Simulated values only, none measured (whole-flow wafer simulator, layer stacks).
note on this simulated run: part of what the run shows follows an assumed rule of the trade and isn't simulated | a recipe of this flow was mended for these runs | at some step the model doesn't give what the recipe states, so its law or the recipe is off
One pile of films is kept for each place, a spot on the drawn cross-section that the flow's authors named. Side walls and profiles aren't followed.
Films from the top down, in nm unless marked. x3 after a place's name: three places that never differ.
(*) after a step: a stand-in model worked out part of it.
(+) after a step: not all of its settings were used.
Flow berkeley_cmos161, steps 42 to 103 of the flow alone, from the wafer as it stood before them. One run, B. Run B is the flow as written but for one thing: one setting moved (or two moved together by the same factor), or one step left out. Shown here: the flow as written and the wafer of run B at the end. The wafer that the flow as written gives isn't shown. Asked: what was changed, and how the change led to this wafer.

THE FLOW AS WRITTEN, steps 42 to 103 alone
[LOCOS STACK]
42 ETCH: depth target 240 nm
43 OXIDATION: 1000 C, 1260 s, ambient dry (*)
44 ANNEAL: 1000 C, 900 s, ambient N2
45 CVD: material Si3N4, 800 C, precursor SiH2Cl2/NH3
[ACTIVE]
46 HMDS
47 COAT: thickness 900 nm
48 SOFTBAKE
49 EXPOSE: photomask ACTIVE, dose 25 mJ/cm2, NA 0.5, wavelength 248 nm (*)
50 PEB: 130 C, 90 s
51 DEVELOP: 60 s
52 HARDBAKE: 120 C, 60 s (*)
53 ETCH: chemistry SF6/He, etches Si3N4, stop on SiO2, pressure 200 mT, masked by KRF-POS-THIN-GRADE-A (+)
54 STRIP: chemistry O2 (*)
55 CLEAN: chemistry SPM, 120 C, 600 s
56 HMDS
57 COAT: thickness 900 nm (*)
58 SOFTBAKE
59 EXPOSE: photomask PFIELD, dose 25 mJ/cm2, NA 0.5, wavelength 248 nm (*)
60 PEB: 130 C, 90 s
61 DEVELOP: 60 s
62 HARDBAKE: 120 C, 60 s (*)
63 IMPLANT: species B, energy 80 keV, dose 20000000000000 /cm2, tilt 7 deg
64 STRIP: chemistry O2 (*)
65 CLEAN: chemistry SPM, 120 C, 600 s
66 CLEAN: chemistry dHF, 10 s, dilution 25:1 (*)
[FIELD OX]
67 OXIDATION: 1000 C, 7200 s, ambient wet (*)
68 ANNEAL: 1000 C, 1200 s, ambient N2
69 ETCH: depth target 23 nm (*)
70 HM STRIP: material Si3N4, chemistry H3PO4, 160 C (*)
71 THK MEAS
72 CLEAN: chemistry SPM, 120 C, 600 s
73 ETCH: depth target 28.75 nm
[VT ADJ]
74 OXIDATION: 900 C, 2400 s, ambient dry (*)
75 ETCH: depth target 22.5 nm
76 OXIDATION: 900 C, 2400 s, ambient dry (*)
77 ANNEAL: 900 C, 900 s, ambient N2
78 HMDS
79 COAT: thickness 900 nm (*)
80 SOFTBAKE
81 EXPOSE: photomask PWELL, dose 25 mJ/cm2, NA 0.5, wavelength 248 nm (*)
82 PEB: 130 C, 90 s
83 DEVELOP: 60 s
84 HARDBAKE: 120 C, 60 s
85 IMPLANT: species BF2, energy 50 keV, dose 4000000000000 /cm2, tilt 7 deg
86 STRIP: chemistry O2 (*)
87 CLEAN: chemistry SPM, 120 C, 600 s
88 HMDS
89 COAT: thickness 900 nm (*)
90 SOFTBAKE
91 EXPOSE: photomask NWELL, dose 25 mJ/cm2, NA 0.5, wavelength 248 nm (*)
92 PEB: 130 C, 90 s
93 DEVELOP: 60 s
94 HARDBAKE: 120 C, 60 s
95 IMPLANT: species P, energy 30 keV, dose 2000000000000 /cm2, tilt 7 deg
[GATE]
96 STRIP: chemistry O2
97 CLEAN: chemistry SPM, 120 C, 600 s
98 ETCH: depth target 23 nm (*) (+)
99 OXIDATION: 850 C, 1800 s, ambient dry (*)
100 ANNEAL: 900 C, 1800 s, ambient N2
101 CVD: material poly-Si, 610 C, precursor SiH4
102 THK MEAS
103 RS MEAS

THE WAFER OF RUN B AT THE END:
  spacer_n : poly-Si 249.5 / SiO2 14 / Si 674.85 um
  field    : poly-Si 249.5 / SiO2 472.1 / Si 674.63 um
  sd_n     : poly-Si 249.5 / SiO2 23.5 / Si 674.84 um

The cause: step 43, OXIDATION: 1150 C was run, where the flow has 1000 C.

How the change led to this, step by step:
  43 OXIDATION: 1000 C, 1260 s, ambient dry (*)
      field, sd_n, spacer_n and 6 more: SiO2 +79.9 (new film), Si -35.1 (as written it would be: SiO2 +26.6 (new film), Si -11.7)
  67 OXIDATION: 1000 C, 7200 s, ambient wet (*)
      gate_n, gate_p, m1: SiO2 +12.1 (new film), Si3N4 -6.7, SiO2 +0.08 (as written it would be: SiO2 +12.1 (new film), Si3N4 -6.7)
      spacer_n, spacer_p: SiO2 +12.1 (new film), Si3N4 -6.7, SiO2 +0.11 (as written it would be: SiO2 +12.1 (new film), Si3N4 -6.7)
      (and at 4 more places)
  73 ETCH: depth target 28.75 nm
      gate_n, gate_p, contact, m1: SiO2 -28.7 (as written it would be: SiO2 -17.9 (all of it))
      spacer_n, spacer_p: SiO2 -28.8 (as written it would be: SiO2 -17.9 (all of it))
      (and at 2 more places)
  74 OXIDATION: 900 C, 2400 s, ambient dry (*)
      spacer_n, gate_n, spacer_p, gate_p, m1: SiO2 +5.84, Si -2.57 (as written it would be: SiO2 +14.9 (new film), Si -6.57)
      sd_n: SiO2 +5.43, Si -2.39 (as written it would be: SiO2 +14.9 (new film), Si -6.57)
      (and at 2 more places)
  75 ETCH: depth target 22.5 nm
      sd_n, spacer_n, gate_n, sd_p, spacer_p, gate_p, contact, m1: SiO2 -22.5 (as written it would be: SiO2 -14.9 (all of it))
  76 OXIDATION: 900 C, 2400 s, ambient dry (*)
      spacer_n, gate_n, spacer_p, gate_p, m1: SiO2 +6.68, Si -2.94 (as written it would be: SiO2 +14.9 (new film), Si -6.57)
      sd_n: SiO2 +6.01, Si -2.64 (as written it would be: SiO2 +14.9 (new film), Si -6.57)
      (and at 2 more places)
  98 ETCH: depth target 23 nm (*) (+)
      sd_n, spacer_n, gate_n, sd_p, spacer_p, gate_p, contact, m1: SiO2 -23 (as written it would be: SiO2 -14.9 (all of it))
  99 OXIDATION: 850 C, 1800 s, ambient dry (*)
      spacer_n, gate_n, spacer_p, gate_p, m1: SiO2 +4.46, Si -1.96 (as written it would be: SiO2 +7.48 (new film), Si -3.29)
      sd_n: SiO2 +2.52, Si -1.11 (as written it would be: SiO2 +7.48 (new film), Si -3.29)
      (and at 2 more places)
